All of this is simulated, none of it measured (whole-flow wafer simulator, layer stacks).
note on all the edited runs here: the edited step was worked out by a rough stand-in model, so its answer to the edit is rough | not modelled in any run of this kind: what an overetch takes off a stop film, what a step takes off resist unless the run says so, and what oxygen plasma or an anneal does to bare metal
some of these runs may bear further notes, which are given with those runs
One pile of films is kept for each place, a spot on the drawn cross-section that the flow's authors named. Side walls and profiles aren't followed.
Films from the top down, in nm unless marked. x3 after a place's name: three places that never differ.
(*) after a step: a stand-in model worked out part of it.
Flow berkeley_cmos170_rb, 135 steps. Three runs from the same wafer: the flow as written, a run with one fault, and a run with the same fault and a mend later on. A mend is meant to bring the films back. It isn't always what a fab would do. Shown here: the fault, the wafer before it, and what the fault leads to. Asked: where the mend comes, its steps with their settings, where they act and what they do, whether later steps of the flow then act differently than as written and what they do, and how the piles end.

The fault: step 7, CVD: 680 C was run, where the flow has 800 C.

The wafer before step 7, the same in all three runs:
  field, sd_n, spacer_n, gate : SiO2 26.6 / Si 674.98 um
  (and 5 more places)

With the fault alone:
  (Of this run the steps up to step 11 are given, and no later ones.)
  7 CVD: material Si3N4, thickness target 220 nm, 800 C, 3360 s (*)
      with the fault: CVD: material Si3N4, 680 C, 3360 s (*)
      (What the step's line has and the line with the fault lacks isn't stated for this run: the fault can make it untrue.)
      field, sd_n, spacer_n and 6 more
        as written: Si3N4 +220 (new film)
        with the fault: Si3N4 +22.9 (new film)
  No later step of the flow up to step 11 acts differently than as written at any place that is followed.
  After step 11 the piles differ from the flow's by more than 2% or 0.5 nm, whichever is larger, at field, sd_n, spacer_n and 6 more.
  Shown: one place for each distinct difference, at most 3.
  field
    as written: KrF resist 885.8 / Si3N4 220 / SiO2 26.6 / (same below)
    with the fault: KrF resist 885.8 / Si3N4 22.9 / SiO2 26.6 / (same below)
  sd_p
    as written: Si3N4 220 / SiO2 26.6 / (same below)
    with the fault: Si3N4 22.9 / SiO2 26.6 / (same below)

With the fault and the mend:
  The mend comes after step 7.
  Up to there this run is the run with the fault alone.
  7a CVD: material Si3N4, thickness target 197.1 nm, 800 C, 3010 s (*) (the flow's step 7 once more, with other settings)
      field, sd_n, spacer_n and 6 more
        Si3N4 +197.1
  No later step of the flow acts differently than as written at any place that is followed.
  At the end the piles are the same as the flow's at every place that both follow.
